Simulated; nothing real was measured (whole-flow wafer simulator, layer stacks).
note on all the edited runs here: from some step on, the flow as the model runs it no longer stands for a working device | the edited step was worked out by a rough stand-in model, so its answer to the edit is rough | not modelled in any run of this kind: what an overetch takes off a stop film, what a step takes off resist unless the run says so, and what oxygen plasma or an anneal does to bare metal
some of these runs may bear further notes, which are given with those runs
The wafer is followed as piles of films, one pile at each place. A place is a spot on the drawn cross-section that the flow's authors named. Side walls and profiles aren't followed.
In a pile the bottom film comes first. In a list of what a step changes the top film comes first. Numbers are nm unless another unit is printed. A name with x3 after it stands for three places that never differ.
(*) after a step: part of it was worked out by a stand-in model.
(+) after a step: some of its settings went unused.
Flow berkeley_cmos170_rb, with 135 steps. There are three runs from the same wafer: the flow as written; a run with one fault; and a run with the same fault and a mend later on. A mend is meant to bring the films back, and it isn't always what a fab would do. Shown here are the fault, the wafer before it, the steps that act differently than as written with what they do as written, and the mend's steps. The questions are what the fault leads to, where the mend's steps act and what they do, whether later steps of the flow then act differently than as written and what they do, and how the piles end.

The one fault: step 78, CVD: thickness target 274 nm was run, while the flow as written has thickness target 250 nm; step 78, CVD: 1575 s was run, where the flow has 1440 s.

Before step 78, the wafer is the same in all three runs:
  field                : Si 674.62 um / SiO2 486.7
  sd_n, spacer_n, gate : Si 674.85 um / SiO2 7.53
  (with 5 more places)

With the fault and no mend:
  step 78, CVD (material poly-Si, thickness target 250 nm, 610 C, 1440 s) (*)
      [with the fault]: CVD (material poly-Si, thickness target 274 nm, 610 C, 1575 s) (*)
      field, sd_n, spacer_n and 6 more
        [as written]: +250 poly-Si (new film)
        [with the fault]: +274 poly-Si (new film)
  Later steps of the flow acting differently than as written (9 more steps, not shown, differ only slightly: by at most 2% or 0.5 nm, whichever is larger):
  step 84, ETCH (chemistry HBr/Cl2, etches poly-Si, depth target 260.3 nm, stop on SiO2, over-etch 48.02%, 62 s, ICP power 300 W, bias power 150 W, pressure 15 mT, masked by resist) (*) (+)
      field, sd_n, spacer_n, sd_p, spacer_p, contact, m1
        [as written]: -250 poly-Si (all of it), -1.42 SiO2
        [with the fault]: -274 poly-Si (all of it), -0.56 SiO2
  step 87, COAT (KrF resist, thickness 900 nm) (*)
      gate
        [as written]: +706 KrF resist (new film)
        [with the fault]: +687.6 KrF resist (new film)
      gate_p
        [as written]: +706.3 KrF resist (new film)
        [with the fault]: +688 KrF resist (new film)
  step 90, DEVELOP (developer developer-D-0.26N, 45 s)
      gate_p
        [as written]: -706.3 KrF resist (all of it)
        [with the fault]: -688 KrF resist (all of it)
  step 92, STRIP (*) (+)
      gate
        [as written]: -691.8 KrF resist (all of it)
        [with the fault]: -673.4 KrF resist (all of it)
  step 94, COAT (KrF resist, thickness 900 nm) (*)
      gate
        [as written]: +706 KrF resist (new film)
        [with the fault]: +687.6 KrF resist (new film)
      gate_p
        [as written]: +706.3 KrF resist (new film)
        [with the fault]: +688 KrF resist (new film)
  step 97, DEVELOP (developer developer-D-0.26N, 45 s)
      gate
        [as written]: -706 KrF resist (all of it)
        [with the fault]: -687.6 KrF resist (all of it)
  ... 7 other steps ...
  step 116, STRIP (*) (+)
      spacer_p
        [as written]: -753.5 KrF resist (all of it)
        [with the fault]: -736.5 KrF resist (all of it)
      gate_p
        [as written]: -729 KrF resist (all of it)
        [with the fault]: -712.4 KrF resist (all of it)
  The piles end different from the flow's at spacer_n, gate, spacer_p, gate_p by more than 2% or 0.5 nm, whichever is larger.
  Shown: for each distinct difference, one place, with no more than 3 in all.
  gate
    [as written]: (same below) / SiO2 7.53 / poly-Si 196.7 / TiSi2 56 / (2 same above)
    [with the fault]: (same below) / SiO2 7.53 / poly-Si 220.7 / TiSi2 56 / (2 same above)
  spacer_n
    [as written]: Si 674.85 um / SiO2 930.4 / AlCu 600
    [with the fault]: Si 674.85 um / SiO2 954.4 / AlCu 600
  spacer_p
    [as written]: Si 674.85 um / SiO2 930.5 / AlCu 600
    [with the fault]: Si 674.85 um / SiO2 954.5 / AlCu 600

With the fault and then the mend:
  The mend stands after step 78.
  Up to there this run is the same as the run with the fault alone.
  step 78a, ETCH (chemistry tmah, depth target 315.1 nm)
      field, sd_n, spacer_n and 6 more
        -274 poly-Si (all of it)
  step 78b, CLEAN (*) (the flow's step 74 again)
      alters no film at any place that is followed
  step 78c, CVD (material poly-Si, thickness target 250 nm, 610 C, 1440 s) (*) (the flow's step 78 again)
      field, sd_n, spacer_n and 6 more
        +250 poly-Si (new film)
  Later steps of the flow that are run all act as written at every place that is followed.
  By the end, the piles equal the flow's at every place that both follow.
